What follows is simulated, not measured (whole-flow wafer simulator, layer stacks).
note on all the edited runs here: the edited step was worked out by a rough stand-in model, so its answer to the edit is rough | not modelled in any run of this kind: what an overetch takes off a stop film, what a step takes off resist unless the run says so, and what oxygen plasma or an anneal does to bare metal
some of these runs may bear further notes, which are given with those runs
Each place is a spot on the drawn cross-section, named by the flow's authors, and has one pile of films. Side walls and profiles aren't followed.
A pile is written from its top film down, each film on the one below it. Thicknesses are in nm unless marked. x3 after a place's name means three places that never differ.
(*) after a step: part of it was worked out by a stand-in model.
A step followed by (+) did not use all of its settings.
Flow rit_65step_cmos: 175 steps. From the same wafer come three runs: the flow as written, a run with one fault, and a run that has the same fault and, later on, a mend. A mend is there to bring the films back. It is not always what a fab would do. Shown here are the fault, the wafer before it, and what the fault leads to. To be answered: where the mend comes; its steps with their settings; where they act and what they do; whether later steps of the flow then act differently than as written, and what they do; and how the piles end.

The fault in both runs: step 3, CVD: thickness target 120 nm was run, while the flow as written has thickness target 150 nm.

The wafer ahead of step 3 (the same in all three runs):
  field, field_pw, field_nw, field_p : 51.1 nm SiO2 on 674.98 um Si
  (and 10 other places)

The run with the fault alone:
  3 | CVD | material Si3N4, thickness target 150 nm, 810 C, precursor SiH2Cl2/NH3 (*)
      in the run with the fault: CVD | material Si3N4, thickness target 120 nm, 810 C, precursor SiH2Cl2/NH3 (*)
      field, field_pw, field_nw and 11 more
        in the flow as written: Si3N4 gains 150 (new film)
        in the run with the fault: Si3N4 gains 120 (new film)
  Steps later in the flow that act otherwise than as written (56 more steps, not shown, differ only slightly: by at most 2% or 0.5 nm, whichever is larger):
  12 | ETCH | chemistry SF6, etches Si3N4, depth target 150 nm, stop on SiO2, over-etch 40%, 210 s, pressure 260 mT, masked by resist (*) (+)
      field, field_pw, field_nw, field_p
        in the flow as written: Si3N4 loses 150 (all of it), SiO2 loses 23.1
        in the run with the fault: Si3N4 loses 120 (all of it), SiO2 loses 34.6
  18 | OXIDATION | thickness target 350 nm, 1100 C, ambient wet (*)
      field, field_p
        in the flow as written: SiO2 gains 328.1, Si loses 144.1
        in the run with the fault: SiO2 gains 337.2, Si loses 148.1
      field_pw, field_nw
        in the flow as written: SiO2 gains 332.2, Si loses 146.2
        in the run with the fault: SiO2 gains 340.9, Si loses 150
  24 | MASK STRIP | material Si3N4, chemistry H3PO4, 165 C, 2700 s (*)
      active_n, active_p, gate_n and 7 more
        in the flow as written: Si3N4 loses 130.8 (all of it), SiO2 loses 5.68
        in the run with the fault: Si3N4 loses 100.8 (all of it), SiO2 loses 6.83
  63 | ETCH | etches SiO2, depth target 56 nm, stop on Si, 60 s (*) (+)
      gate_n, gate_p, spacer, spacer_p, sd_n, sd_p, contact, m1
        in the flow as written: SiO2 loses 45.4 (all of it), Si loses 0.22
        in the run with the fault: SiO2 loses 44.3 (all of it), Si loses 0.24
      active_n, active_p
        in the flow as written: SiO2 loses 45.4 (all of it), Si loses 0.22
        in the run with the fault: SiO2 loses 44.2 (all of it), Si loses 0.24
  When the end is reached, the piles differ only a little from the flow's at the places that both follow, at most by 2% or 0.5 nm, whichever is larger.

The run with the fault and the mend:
  The mend stands after step 4.
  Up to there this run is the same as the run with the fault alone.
  4a | CVD | material Si3N4, thickness target 30 nm, 810 C, precursor SiH2Cl2/NH3 (*) (a further turn of the flow's step 3, with different settings)
      field, field_pw, field_nw and 11 more
        Si3N4 gains 30
  Later steps of the flow that are run all act as written at every place that is followed.
  The piles end the same as the flow's at every place that both follow.
